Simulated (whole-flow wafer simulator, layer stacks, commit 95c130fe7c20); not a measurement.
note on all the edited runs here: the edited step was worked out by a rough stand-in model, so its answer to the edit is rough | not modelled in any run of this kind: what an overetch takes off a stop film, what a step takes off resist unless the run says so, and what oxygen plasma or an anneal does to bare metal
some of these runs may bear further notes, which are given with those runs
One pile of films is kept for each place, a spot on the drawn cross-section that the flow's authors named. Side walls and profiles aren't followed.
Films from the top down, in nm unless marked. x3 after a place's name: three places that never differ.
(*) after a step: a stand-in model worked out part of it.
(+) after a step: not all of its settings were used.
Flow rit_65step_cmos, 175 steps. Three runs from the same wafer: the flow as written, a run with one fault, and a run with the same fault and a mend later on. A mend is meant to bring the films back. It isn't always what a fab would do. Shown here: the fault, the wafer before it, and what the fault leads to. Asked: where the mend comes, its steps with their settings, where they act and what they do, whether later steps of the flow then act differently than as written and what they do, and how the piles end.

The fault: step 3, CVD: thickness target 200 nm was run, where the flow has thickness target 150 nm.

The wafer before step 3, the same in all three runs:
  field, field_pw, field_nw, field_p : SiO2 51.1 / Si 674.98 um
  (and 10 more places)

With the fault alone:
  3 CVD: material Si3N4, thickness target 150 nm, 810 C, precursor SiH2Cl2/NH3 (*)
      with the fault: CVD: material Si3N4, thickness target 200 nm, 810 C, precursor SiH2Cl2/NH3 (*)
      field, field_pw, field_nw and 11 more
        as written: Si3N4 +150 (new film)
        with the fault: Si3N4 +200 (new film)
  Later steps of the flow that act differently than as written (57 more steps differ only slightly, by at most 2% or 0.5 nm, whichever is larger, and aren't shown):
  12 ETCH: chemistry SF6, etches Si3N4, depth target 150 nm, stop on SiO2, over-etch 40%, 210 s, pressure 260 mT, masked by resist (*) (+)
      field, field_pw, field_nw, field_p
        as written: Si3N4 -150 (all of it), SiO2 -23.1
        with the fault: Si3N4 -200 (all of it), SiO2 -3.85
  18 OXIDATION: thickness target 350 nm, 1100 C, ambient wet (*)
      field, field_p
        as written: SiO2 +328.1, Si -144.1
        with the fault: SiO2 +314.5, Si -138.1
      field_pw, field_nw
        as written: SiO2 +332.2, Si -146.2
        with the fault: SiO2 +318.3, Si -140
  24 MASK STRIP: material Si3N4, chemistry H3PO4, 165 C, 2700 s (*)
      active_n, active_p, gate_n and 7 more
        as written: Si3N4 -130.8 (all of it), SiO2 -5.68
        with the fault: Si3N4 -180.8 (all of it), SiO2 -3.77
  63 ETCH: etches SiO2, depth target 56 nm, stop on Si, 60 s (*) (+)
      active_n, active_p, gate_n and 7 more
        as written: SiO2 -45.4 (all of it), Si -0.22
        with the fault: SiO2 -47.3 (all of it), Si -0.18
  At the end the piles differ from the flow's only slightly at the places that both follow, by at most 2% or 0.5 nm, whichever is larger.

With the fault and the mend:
  The mend comes after step 4.
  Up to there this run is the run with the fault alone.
  4a ETCHBACK: chemistry SF6/CHF3, etches Si3N4, depth target 50 nm, CHF3 flow 30 sccm, pressure 40 mT (*) (+)
      field, field_pw, field_nw and 11 more
        Si3N4 -50
  No later step of the flow acts differently than as written at any place that is followed.
  At the end the piles are the same as the flow's at every place that both follow.
